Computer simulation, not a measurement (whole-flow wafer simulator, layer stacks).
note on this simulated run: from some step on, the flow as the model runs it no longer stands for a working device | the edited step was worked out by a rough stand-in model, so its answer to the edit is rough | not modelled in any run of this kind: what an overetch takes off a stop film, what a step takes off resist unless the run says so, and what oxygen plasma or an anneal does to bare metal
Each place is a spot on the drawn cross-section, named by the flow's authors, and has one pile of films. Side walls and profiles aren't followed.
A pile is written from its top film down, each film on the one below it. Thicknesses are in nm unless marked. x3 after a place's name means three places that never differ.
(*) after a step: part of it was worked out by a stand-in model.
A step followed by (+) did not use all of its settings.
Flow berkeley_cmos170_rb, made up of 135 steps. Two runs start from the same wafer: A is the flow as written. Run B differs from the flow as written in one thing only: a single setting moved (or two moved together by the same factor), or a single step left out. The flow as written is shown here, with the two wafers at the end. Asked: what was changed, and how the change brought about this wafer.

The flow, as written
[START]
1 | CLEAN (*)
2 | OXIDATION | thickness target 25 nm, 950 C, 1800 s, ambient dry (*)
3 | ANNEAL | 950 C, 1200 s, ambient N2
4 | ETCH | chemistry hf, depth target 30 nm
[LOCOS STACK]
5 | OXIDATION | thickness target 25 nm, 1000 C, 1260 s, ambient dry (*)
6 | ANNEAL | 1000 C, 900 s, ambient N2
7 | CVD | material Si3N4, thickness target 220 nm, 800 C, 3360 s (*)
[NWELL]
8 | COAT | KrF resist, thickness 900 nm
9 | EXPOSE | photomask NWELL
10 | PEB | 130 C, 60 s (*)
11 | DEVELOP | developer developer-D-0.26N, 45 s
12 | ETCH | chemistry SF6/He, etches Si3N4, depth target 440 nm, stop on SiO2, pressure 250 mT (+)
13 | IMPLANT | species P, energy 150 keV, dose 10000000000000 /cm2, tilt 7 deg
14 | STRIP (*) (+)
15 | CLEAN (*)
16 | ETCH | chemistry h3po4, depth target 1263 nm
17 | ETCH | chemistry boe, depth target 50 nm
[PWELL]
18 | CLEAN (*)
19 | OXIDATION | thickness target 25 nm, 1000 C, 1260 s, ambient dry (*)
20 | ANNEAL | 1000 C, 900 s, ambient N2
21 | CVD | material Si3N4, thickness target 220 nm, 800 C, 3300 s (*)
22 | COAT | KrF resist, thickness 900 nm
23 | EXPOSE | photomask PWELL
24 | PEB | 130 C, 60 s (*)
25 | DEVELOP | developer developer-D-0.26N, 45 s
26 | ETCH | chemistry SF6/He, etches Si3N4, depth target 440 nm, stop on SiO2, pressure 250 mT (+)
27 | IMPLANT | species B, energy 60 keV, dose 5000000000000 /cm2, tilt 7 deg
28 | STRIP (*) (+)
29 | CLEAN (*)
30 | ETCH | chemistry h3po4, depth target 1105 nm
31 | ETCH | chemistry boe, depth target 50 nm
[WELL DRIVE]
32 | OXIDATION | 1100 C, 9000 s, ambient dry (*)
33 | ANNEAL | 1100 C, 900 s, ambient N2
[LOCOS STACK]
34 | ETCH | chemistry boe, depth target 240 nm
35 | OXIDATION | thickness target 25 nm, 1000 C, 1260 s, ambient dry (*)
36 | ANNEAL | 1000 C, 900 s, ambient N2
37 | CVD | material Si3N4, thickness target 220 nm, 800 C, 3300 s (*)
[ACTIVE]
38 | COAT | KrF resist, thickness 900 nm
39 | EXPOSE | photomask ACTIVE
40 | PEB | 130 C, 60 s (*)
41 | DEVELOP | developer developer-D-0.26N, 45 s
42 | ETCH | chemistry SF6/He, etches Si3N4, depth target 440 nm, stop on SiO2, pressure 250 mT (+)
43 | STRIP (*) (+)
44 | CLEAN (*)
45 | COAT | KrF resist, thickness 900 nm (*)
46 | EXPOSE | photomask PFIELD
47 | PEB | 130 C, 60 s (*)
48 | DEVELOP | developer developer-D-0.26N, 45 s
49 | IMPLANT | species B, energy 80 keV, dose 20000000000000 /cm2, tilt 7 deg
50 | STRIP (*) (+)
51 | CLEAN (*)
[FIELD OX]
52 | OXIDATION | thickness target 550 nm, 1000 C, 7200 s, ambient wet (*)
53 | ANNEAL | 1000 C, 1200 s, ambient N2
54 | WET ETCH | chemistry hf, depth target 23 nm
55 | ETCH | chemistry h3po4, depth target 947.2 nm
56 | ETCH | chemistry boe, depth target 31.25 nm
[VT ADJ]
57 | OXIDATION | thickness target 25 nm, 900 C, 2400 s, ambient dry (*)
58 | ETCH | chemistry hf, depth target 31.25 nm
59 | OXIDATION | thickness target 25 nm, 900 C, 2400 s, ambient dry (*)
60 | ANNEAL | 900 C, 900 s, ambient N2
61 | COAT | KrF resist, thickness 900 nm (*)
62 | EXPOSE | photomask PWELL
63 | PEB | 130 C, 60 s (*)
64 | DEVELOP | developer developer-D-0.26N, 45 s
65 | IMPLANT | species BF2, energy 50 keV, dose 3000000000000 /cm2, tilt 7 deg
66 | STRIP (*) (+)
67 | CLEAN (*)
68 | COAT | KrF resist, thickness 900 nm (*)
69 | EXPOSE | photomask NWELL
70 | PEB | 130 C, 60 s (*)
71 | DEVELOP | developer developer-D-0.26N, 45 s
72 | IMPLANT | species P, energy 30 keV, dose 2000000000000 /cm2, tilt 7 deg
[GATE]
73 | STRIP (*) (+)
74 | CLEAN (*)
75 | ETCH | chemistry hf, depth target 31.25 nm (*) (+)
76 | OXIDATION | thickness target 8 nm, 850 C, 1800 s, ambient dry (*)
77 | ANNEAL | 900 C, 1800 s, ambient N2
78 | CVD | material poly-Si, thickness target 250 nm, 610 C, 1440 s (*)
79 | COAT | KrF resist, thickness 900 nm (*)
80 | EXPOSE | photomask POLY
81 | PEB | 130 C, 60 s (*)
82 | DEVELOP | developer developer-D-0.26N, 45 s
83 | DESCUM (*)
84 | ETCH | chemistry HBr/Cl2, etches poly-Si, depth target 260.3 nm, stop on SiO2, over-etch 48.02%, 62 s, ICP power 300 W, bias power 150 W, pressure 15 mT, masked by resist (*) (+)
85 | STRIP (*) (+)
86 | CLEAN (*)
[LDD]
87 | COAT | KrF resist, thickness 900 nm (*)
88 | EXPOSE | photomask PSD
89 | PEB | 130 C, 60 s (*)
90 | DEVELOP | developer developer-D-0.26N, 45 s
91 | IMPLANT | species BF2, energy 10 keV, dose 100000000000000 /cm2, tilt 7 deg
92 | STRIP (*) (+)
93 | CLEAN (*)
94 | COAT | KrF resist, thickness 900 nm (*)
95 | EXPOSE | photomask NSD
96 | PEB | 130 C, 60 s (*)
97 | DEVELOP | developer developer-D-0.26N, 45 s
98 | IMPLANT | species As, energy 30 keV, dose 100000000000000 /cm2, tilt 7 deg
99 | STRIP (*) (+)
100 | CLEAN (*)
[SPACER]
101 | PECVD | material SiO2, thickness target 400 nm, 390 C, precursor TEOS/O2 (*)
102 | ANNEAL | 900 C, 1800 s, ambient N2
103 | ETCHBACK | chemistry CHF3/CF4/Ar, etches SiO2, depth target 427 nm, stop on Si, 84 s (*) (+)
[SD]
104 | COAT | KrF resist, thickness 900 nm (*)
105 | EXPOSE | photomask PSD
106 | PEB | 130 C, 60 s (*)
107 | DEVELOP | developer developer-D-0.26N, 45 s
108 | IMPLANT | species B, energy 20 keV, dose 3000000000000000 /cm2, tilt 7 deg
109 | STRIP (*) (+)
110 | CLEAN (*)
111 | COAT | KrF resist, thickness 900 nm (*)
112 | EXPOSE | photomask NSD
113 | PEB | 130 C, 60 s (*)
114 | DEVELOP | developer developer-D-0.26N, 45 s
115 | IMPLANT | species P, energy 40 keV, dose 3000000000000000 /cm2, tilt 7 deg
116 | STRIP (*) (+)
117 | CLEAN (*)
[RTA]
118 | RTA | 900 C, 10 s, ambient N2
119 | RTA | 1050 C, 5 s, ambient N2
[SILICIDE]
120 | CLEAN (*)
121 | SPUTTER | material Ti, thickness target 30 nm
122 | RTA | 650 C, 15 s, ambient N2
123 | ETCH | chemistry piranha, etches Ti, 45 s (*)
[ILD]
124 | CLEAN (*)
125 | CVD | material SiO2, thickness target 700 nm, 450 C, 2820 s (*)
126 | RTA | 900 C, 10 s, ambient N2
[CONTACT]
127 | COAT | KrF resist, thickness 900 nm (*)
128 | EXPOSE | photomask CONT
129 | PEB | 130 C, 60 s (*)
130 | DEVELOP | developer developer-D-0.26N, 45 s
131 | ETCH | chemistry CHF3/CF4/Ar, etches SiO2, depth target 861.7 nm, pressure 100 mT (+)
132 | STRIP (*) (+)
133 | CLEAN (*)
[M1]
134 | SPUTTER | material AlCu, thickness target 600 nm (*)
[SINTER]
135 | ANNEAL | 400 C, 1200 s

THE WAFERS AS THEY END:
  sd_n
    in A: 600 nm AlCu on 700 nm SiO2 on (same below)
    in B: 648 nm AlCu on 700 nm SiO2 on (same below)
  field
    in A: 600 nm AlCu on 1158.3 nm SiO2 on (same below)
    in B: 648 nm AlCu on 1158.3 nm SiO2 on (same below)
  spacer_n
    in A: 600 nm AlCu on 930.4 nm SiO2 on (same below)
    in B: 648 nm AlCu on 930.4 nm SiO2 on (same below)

What caused this: step 134, SPUTTER: thickness target 648 nm was run, whereas the flow has thickness target 600 nm.
One can read it off the wafer: sd_n has AlCu 648, and step 134 as written asks for 600 nm.

How this came from the change, step by step:
  134 | SPUTTER | material AlCu, thickness target 600 nm (*)
      field, sd_n, spacer_n, gate, spacer_p, gate_p, m1: A +600 AlCu (new film) | B +648 AlCu (new film)
      sd_p: A +545.9 AlCu (new film) | B +591.9 AlCu (new film)
      (as well as at 1 more place)
